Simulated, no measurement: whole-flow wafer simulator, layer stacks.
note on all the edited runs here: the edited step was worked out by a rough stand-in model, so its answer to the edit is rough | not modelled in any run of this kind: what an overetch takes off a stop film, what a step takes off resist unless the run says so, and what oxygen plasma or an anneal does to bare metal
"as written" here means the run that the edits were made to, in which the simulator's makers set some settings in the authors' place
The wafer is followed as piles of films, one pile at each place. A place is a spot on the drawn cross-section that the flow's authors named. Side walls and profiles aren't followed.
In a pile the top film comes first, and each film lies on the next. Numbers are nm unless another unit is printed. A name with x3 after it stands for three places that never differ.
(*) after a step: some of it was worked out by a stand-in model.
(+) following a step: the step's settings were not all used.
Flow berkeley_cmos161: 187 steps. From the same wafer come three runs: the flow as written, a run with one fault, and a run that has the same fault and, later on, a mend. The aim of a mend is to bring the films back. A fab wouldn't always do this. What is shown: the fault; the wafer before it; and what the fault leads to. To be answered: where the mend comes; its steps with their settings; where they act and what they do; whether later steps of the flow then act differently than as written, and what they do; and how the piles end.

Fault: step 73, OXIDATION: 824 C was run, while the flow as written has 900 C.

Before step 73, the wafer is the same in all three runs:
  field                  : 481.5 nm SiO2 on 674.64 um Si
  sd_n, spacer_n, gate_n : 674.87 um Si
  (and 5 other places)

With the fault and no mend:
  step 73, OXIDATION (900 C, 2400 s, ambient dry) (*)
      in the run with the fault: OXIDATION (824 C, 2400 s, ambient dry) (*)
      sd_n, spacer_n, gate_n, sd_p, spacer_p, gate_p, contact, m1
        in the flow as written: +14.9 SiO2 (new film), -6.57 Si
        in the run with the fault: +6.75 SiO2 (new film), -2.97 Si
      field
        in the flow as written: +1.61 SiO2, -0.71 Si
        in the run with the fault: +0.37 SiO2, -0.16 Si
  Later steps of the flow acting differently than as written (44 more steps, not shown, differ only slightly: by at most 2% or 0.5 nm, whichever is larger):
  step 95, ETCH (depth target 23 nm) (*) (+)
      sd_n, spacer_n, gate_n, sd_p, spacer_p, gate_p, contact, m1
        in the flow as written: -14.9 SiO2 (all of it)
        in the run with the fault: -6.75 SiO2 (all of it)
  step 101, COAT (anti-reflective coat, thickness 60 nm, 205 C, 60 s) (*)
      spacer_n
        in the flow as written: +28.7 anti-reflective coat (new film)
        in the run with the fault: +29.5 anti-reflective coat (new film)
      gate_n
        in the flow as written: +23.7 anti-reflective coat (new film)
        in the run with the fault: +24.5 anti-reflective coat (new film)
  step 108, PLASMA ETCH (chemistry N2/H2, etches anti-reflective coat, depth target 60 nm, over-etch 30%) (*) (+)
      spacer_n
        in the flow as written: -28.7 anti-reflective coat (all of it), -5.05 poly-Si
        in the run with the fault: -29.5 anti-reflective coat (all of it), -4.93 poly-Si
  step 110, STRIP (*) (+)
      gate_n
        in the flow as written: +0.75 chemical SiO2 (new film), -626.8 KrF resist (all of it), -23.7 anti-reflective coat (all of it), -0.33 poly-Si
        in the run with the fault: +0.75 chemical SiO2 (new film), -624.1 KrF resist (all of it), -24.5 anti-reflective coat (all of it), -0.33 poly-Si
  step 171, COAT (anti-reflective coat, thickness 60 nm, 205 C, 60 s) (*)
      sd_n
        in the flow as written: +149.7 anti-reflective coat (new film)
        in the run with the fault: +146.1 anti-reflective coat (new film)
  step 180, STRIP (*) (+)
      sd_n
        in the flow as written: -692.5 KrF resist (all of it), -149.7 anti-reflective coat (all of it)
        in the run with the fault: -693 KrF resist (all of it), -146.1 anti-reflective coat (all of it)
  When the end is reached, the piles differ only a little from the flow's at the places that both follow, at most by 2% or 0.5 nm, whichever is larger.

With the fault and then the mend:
  After step 74 comes the mend.
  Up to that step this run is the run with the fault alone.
  step 74a, OXIDATION (900 C, 1706 s, ambient dry) (*) (the flow's step 73, run once more with other settings)
      sd_n, spacer_n, gate_n, sd_p, spacer_p, gate_p, contact, m1
        +8.16 SiO2, -3.59 Si
      field
        +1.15 SiO2, -0.5 Si
  Later steps of the flow that are run all act as written at every place that is followed, up to a difference of at most 2% or 0.5 nm, whichever is larger.
  When the end is reached, the piles differ only a little from the flow's at the places that both follow, at most by 2% or 0.5 nm, whichever is larger.
